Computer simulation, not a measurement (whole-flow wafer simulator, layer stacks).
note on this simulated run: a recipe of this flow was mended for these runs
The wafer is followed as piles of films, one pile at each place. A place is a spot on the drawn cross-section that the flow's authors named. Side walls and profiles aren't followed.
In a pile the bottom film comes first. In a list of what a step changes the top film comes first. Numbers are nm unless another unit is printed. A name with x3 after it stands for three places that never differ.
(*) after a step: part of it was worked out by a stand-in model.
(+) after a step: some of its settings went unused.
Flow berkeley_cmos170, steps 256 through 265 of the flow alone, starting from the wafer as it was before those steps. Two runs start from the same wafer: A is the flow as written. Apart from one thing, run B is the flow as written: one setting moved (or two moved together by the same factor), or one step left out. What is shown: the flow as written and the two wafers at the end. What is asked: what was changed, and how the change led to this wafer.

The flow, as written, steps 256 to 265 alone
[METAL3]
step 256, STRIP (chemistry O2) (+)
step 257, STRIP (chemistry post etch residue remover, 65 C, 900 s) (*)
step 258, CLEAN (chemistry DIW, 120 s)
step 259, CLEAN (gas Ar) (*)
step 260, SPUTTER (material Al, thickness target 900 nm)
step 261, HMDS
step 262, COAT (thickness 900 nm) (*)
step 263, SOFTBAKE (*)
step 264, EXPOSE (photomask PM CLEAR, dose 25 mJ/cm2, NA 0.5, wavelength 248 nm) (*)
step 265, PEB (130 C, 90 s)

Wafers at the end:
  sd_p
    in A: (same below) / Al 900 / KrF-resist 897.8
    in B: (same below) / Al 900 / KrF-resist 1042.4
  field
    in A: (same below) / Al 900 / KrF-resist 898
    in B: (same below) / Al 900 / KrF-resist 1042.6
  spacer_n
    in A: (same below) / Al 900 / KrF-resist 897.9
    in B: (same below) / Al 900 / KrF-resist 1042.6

What caused this: step 262, COAT: thickness 1045 nm was run, whereas the flow has thickness 900 nm.

Step by step, how the change led to this:
  step 262, COAT (thickness 900 nm) (*)
      sd_p, spacer_p, gate_p: A KrF-resist gains 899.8 (new film) | B KrF-resist gains 1044.8 (new film)
      field, mark: A KrF-resist gains 900 (new film) | B KrF-resist gains 1045 (new film)
      (and at 8 other places as well)
  step 265, PEB (130 C, 90 s)
      via2: A KrF-resist loses 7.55 | B KrF-resist loses 8.8
